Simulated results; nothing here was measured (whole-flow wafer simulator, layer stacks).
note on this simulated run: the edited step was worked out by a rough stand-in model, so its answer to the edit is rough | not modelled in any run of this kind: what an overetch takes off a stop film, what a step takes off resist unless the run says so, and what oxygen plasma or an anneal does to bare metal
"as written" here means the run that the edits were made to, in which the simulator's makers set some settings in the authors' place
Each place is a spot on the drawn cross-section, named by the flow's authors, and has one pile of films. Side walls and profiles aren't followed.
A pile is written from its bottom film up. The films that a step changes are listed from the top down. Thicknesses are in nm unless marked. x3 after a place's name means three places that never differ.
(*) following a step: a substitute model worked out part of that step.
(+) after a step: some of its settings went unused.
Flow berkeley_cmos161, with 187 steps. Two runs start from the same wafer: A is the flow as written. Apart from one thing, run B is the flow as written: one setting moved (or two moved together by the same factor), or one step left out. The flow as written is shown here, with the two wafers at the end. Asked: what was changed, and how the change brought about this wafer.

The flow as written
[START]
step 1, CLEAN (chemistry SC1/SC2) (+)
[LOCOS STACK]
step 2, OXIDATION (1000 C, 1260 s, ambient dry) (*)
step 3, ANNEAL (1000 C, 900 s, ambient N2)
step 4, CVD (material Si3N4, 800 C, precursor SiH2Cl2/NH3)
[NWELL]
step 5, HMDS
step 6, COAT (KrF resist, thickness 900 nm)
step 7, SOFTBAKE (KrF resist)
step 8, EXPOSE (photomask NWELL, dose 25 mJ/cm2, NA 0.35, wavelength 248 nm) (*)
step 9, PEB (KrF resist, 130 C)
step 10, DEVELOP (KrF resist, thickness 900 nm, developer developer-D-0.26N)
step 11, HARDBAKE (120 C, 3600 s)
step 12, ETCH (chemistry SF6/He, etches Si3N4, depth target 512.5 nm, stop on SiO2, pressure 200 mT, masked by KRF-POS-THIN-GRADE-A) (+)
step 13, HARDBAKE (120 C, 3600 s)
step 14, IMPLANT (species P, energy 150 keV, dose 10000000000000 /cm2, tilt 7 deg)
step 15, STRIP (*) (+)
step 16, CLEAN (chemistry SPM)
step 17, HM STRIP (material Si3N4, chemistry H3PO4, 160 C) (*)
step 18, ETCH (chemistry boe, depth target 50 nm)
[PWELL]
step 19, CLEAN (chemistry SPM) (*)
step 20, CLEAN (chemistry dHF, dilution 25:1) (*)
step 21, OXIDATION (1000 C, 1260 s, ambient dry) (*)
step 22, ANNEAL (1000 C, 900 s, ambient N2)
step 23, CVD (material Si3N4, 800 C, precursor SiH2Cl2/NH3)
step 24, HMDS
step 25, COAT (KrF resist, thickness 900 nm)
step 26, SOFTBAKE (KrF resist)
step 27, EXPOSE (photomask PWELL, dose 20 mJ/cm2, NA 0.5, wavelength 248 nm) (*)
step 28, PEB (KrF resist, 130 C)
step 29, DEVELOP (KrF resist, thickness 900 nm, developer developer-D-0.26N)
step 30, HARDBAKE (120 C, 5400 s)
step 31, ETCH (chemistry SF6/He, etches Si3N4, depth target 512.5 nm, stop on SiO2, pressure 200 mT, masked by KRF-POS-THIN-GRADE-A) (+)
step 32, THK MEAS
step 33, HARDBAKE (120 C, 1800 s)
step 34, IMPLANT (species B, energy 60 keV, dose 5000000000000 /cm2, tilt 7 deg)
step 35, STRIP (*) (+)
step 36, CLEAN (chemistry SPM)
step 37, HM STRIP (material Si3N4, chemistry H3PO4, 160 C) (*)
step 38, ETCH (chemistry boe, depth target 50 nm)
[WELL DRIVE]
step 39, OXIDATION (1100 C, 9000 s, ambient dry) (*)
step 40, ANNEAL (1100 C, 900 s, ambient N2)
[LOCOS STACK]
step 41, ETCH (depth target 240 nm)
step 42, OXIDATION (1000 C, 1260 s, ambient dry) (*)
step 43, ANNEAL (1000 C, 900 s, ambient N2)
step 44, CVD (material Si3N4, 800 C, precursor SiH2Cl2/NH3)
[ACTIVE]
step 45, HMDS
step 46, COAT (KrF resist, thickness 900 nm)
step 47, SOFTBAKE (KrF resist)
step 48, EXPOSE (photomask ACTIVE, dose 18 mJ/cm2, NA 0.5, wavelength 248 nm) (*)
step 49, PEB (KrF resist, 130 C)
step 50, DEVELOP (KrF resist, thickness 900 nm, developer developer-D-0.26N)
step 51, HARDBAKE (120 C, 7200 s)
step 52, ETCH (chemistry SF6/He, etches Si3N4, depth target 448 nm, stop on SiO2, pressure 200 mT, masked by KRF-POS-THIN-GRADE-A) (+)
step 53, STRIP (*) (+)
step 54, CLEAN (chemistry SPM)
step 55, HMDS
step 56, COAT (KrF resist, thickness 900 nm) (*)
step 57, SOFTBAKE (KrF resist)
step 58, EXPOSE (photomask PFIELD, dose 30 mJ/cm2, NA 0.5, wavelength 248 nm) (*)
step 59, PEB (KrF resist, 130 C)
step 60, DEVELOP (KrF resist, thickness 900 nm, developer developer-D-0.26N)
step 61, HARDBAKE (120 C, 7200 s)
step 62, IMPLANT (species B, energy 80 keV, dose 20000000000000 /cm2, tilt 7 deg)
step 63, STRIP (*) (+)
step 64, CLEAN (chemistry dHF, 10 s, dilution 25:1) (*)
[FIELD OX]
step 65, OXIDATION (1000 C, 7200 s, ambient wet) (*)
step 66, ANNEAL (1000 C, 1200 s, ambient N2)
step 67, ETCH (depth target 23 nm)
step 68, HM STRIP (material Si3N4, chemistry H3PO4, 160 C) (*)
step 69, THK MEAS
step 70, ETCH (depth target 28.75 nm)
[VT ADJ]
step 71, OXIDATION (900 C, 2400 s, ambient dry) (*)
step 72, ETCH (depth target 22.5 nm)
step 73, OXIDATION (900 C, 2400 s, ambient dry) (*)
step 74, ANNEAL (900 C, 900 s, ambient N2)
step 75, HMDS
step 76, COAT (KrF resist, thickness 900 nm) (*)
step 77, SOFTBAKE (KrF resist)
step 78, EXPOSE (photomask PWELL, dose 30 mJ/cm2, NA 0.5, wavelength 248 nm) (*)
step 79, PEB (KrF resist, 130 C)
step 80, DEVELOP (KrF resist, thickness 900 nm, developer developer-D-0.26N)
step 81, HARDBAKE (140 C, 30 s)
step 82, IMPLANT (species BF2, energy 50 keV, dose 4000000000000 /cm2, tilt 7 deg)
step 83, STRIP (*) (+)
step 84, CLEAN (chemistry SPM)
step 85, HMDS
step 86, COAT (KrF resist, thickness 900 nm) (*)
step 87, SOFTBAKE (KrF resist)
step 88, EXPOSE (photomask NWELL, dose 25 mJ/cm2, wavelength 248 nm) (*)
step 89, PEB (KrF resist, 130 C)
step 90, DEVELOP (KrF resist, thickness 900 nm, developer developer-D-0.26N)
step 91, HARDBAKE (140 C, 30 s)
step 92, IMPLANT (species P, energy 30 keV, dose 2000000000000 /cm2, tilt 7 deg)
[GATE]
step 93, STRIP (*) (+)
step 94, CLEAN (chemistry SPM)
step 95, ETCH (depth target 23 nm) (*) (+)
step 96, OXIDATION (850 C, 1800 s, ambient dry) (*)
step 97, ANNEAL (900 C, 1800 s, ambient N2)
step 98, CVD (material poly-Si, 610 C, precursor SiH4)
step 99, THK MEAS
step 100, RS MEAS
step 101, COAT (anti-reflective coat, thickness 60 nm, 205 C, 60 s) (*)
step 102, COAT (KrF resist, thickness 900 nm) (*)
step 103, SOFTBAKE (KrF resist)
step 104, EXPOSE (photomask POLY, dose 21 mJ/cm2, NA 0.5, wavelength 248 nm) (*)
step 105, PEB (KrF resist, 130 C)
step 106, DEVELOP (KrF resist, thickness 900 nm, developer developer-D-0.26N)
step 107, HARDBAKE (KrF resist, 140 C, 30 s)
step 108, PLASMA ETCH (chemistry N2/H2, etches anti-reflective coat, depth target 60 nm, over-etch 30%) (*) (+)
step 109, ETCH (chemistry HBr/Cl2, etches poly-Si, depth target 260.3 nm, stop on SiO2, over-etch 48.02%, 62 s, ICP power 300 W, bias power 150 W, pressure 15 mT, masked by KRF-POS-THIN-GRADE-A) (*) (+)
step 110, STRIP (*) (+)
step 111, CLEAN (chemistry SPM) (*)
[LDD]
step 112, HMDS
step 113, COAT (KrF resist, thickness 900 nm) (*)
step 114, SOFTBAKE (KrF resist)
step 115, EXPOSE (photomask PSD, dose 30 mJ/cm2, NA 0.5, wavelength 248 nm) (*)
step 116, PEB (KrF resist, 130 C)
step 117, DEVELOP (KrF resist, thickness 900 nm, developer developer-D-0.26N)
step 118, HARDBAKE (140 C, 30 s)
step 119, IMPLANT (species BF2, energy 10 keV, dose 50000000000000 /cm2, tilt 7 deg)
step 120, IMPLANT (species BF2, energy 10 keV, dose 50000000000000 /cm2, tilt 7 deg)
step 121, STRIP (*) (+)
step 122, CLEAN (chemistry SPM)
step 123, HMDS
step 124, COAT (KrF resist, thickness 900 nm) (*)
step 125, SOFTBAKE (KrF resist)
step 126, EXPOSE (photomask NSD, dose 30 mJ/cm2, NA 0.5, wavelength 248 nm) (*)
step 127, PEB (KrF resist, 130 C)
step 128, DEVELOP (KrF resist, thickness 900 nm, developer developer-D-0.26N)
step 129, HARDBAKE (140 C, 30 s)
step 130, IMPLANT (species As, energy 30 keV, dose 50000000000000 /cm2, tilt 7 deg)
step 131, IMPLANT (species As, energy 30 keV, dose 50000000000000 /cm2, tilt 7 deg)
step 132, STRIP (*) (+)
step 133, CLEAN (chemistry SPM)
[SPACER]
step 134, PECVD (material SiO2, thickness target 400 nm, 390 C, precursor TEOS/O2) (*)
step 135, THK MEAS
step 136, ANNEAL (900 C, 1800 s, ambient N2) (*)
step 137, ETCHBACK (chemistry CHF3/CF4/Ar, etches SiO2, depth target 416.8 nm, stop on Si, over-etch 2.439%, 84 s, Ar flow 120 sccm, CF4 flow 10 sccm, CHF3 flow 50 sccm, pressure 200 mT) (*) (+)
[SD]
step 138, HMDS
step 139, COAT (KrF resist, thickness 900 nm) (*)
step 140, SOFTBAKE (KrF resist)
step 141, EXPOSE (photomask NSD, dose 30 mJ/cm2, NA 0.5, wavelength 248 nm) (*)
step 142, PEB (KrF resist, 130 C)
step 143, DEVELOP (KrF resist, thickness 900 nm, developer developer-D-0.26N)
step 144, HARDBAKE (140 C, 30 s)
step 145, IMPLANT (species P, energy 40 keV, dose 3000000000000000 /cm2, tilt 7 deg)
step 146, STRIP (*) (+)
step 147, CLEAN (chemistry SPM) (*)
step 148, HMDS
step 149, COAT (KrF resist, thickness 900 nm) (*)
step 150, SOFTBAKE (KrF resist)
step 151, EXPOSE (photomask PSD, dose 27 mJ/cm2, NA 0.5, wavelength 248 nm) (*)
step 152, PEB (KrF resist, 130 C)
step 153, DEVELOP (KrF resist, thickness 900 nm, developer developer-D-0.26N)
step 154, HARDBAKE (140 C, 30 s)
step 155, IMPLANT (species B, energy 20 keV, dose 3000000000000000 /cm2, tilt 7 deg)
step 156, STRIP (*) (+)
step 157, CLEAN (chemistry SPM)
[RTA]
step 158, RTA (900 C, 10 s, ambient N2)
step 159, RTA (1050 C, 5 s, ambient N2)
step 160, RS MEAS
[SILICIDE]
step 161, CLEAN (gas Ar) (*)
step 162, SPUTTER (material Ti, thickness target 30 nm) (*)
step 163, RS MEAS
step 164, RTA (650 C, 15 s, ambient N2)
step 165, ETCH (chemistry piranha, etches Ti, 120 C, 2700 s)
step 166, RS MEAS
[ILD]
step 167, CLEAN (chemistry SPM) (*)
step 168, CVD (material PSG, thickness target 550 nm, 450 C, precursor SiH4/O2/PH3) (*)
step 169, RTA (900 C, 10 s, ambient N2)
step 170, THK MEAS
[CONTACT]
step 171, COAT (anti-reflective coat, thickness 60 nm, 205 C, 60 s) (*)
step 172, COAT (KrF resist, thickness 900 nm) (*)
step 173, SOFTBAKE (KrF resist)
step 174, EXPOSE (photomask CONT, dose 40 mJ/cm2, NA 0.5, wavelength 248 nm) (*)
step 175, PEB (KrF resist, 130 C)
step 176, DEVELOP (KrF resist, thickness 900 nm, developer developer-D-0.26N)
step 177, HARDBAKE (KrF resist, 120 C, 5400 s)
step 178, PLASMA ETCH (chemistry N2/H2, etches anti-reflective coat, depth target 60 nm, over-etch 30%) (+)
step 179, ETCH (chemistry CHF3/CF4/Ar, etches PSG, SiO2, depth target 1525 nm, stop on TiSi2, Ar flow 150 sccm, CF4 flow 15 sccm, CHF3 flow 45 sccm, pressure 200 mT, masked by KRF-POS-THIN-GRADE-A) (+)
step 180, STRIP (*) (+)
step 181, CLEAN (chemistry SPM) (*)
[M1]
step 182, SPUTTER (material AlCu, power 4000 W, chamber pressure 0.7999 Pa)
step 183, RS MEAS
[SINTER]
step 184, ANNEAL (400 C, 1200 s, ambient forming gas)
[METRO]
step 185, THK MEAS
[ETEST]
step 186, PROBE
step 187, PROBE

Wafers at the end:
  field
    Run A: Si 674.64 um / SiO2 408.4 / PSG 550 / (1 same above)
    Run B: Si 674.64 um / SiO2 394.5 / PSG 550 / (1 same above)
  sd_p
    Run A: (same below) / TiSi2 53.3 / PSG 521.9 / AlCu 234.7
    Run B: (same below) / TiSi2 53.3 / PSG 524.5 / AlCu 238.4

The reason: step 95, ETCH: depth target 37 nm was run, though the flow has depth target 23 nm.

How this came from the change, step by step:
  step 95, ETCH (depth target 23 nm) (*) (+)
      field: A -23 SiO2 | B -37 SiO2
  step 101, COAT (anti-reflective coat, thickness 60 nm, 205 C, 60 s) (*)
      sd_n: A +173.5 anti-reflective coat (new film) | B +163.8 anti-reflective coat (new film)
      spacer_n: A +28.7 anti-reflective coat (new film) | B +31.5 anti-reflective coat (new film)
      (and at 5 other places as well)
  step 108, PLASMA ETCH (chemistry N2/H2, etches anti-reflective coat, depth target 60 nm, over-etch 30%) (*) (+)
      sd_n: A -173.5 anti-reflective coat (all of it), -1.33 poly-Si | B -163.8 anti-reflective coat (all of it), -1.26 poly-Si
      spacer_n: A -28.7 anti-reflective coat (all of it), -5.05 poly-Si | B -31.5 anti-reflective coat (all of it), -4.65 poly-Si
      (and at 3 other places as well)
  step 110, STRIP (*) (+)
      gate_n: A +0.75 chemical SiO2 (new film), -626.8 KrF resist (all of it), -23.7 anti-reflective coat (all of it), -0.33 poly-Si | B +0.75 chemical SiO2 (new film), -617.8 KrF resist (all of it), -26.5 anti-reflective coat (all of it), -0.33 poly-Si
      gate_p: A +0.75 chemical SiO2 (new film), -598.2 KrF resist (all of it), -27.9 anti-reflective coat (all of it), -0.33 poly-Si | B +0.75 chemical SiO2 (new film), -592.6 KrF resist (all of it), -29.6 anti-reflective coat (all of it), -0.33 poly-Si
  step 171, COAT (anti-reflective coat, thickness 60 nm, 205 C, 60 s) (*)
      sd_n: A +149.7 anti-reflective coat (new film) | B +138.5 anti-reflective coat (new film)
      gate_n: A +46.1 anti-reflective coat (new film) | B +45 anti-reflective coat (new film)
      (and at 1 other place as well)
  step 180, STRIP (*) (+)
      sd_n: A -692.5 KrF resist (all of it), -149.7 anti-reflective coat (all of it) | B -694.3 KrF resist (all of it), -138.5 anti-reflective coat (all of it)
      gate_n: A -589.4 KrF resist (all of it), -46.1 anti-reflective coat (all of it) | B -581 KrF resist (all of it), -45 anti-reflective coat (all of it)
      (and at 1 other place as well)
